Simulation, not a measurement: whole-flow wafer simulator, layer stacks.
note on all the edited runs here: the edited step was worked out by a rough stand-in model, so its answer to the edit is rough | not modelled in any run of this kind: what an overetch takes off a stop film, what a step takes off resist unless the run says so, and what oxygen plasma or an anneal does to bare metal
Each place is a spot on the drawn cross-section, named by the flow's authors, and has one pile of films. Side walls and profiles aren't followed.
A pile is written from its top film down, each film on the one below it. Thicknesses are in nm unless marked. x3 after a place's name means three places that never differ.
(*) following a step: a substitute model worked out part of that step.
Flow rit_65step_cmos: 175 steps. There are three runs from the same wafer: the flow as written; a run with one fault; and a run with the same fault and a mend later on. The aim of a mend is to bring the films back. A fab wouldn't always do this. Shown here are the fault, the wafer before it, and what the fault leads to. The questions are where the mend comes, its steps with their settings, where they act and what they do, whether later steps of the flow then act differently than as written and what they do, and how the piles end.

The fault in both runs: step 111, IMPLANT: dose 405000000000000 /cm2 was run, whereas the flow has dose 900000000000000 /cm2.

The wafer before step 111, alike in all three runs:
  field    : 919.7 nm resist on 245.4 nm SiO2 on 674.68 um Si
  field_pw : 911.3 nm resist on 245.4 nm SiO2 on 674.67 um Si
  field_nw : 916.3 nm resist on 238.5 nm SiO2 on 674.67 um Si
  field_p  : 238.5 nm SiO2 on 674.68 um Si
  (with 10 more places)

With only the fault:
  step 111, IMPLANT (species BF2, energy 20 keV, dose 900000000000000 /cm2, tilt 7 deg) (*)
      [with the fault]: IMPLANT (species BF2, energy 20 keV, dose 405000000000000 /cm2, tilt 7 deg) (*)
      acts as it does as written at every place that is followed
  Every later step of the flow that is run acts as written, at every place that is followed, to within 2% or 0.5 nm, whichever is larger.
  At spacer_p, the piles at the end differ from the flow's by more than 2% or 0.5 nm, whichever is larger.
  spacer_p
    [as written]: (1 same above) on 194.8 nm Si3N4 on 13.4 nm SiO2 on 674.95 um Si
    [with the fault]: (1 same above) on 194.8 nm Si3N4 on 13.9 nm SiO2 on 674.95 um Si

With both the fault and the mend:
  The mend stands after step 111.
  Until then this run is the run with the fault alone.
  step 111a, IMPLANT (species BF2, energy 20 keV, dose 495000000000000 /cm2, tilt 7 deg) (*) (the flow's step 111 again, with other settings)
      alters no film at any place that is followed
  Every later step of the flow that is run acts as written at every place that is followed.
  By the end, the piles equal the flow's at every place that both follow.
